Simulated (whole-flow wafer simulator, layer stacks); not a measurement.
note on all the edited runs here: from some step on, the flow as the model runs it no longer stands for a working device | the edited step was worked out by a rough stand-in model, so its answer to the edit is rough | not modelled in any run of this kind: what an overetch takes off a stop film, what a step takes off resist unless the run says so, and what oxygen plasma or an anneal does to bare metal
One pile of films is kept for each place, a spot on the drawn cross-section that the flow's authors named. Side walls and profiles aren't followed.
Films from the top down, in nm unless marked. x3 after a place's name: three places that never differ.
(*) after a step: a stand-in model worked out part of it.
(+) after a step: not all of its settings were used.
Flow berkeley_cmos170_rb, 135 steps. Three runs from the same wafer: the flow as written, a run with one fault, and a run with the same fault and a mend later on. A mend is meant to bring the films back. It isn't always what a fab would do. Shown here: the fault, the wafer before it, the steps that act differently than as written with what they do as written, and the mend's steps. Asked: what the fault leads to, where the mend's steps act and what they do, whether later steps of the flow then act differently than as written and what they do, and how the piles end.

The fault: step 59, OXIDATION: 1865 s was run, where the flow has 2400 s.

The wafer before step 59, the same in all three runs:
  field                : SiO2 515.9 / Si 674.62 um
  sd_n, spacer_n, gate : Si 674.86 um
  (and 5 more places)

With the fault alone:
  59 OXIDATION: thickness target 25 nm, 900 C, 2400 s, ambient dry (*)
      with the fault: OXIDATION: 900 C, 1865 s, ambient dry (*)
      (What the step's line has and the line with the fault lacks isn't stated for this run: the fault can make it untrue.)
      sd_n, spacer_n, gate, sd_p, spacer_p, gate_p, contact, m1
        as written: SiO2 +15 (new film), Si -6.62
        with the fault: SiO2 +12.8 (new film), Si -5.64
  Later steps of the flow that act differently than as written (30 more steps differ only slightly, by at most 2% or 0.5 nm, whichever is larger, and aren't shown):
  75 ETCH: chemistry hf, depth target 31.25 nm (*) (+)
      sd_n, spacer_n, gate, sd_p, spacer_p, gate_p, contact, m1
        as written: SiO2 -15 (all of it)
        with the fault: SiO2 -12.8 (all of it)
  At the end the piles differ from the flow's only slightly at the places that both follow, by at most 2% or 0.5 nm, whichever is larger.

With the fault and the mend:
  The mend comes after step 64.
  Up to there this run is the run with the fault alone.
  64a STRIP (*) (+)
      sd_p
        KrF resist -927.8 (all of it)
      spacer_p
        KrF resist -911.1 (all of it)
      gate_p
        KrF resist -910.2 (all of it)
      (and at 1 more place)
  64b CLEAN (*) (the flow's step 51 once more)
      changes no film at any place that is followed
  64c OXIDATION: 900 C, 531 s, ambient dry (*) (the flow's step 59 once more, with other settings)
      sd_n, spacer_n, gate, sd_p, spacer_p, gate_p, contact, m1
        SiO2 +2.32, Si -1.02
      field
        SiO2 +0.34, Si -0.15
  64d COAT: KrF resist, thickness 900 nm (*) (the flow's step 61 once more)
      field
        KrF resist +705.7 (new film)
      sd_n
        KrF resist +957.4 (new film)
      spacer_n
        KrF resist +924.9 (new film)
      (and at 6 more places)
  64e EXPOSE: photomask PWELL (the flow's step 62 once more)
      changes no film at any place that is followed
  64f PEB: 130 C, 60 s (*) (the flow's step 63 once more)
      changes no film at any place that is followed
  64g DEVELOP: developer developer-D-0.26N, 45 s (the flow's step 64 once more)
      sd_p, spacer_p, gate_p, m1
        KrF resist -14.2
      field
        KrF resist -705.7 (all of it)
      sd_n
        KrF resist -957.4 (all of it)
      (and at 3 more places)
  No later step of the flow acts differently than as written, at any place that is followed, by more than 2% or 0.5 nm, whichever is larger.
  At the end the piles differ from the flow's only slightly at the places that both follow, by at most 2% or 0.5 nm, whichever is larger.
